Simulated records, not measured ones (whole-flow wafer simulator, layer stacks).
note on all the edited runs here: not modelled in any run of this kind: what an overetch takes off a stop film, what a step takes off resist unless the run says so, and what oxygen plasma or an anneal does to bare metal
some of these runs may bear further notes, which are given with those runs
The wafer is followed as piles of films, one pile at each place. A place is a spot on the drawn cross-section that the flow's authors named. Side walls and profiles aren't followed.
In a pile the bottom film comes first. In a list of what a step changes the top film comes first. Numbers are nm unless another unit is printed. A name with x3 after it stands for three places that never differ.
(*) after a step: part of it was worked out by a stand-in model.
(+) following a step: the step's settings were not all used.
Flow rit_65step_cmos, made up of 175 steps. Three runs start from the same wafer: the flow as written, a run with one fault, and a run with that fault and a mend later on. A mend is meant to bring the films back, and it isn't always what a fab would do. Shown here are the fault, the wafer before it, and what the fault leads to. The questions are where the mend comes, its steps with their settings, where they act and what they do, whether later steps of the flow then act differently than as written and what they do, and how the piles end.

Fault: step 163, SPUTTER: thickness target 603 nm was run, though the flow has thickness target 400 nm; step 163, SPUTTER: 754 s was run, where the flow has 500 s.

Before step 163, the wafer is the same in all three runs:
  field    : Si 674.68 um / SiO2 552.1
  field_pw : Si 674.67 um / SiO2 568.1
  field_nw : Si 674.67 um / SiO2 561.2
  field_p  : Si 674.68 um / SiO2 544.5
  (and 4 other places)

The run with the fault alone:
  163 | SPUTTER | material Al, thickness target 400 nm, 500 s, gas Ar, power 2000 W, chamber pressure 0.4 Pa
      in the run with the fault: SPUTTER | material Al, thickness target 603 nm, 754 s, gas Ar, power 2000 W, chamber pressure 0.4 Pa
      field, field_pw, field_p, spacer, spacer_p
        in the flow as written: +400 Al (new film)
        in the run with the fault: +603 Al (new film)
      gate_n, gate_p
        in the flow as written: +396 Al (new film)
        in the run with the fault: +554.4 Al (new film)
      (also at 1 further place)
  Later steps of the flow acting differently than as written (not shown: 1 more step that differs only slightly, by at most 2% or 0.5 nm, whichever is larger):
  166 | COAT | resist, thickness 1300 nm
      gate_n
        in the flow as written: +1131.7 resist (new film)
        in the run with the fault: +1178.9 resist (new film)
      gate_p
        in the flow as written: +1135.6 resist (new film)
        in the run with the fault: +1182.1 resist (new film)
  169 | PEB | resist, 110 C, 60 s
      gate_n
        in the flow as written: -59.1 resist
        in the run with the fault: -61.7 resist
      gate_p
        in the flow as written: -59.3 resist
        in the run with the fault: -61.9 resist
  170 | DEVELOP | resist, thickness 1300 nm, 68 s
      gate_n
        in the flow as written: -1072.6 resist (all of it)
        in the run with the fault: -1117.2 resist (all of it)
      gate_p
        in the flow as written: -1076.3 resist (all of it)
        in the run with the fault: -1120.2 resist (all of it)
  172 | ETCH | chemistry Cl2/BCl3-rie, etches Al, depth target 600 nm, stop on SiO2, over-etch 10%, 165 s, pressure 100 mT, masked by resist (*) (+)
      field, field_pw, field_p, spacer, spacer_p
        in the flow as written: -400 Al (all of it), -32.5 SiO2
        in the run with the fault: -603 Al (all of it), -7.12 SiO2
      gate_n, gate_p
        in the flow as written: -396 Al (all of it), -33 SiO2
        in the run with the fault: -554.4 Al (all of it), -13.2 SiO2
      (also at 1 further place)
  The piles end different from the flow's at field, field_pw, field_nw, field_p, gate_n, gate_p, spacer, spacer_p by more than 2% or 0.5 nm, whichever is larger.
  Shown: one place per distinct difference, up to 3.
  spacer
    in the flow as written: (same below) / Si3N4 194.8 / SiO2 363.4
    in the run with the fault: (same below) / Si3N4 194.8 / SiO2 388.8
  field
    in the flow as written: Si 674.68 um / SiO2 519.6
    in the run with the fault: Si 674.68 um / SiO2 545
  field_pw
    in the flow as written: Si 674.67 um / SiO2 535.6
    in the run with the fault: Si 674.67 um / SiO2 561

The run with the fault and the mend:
  After step 164 comes the mend.
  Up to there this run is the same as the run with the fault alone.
  164a | ETCH | chemistry al pan, depth target 685.5 nm
      field, field_pw, field_nw, field_p, spacer, spacer_p
        -603 Al (all of it)
      gate_n, gate_p
        -554.4 Al (all of it)
  164b | SPUTTER | material Al, thickness target 400 nm, 500 s, gas Ar, power 2000 W, chamber pressure 0.4 Pa (the flow's step 163 again)
      field, field_pw, field_p, spacer, spacer_p
        +400 Al (new film)
      gate_n, gate_p
        +396 Al (new film)
      field_nw
        +397.2 Al (new film)
  None of the later steps of the flow acts differently than as written at any place that is followed.
  At every place that both follow, the piles at the end match the flow's.
